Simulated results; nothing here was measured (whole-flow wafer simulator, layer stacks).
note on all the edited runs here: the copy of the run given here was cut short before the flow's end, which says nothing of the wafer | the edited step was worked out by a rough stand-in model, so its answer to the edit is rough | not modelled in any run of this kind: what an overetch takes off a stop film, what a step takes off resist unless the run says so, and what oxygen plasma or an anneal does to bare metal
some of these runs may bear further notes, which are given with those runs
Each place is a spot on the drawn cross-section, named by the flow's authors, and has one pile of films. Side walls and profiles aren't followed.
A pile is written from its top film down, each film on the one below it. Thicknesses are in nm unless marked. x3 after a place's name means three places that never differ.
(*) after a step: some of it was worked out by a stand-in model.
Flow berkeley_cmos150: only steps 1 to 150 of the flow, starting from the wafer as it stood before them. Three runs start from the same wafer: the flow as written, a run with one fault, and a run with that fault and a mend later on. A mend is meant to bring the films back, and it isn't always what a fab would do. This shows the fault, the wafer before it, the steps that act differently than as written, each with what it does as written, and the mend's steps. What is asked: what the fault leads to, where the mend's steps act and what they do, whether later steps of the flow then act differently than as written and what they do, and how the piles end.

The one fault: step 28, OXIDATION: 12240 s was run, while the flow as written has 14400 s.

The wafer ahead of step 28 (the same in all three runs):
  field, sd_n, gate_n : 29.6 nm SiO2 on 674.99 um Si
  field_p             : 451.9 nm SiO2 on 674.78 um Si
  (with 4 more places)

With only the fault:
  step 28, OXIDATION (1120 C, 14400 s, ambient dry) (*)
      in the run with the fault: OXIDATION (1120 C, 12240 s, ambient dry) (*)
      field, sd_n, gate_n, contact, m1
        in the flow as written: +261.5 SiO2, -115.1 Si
        in the run with the fault: +235.9 SiO2, -103.8 Si
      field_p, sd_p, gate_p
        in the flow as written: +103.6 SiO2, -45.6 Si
        in the run with the fault: +89.2 SiO2, -39.2 Si
  Later steps of the flow acting differently than as written (not shown: 42 more steps that differ only slightly, by at most 2% or 0.5 nm, whichever is larger):
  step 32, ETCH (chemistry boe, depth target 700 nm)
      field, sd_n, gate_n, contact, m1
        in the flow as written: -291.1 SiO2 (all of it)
        in the run with the fault: -265.5 SiO2 (all of it)
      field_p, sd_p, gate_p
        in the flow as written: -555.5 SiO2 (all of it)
        in the run with the fault: -541.1 SiO2 (all of it)
  When the end is reached, the piles differ only a little from the flow's at the places that both follow, at most by 2% or 0.5 nm, whichever is larger.

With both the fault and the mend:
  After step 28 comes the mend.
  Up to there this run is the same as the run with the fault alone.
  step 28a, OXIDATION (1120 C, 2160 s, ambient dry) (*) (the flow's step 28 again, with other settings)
      field, sd_n, gate_n, contact, m1
        +25.6 SiO2, -11.3 Si
      field_p, sd_p, gate_p
        +14.4 SiO2, -6.34 Si
  None of the later steps of the flow acts differently than as written at any place that is followed.
  By the end, the piles equal the flow's at every place that both follow.
